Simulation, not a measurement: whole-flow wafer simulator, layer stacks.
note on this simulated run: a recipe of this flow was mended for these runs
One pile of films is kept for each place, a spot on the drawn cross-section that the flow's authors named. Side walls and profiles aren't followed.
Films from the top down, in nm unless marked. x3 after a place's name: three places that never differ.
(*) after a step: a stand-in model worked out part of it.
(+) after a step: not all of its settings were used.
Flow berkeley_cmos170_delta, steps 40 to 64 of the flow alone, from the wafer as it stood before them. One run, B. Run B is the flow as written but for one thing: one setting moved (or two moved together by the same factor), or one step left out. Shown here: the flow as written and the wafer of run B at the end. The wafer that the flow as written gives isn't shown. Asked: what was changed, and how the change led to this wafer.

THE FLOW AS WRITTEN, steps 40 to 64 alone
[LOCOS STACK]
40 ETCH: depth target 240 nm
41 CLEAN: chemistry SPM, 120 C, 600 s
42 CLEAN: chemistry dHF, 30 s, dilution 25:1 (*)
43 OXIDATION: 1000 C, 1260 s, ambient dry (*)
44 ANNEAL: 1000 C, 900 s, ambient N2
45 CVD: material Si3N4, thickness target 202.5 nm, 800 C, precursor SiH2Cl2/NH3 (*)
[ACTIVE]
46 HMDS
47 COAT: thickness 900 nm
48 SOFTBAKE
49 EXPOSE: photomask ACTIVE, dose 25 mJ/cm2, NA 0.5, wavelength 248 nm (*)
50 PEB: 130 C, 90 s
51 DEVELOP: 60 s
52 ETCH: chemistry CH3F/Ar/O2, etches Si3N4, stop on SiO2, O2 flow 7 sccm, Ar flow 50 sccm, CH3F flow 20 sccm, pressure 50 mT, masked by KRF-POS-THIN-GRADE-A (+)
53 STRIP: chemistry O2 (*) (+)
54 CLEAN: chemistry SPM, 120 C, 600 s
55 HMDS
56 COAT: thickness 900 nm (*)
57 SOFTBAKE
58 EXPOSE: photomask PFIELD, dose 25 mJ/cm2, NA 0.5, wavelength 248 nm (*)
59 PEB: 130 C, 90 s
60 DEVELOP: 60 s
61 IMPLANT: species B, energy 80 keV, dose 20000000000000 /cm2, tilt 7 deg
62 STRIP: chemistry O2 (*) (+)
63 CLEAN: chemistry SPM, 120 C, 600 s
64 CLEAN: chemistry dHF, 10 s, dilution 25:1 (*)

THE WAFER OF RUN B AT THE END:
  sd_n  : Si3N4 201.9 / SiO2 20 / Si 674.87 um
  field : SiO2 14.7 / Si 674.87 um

The cause: step 43, OXIDATION: 970 C was run, where the flow has 1000 C.

How the change led to this, step by step:
  43 OXIDATION: 1000 C, 1260 s, ambient dry (*)
      field, sd_n, spacer_n and 6 more: SiO2 +20 (new film), Si -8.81 (as written it would be: SiO2 +26.6 (new film), Si -11.7)
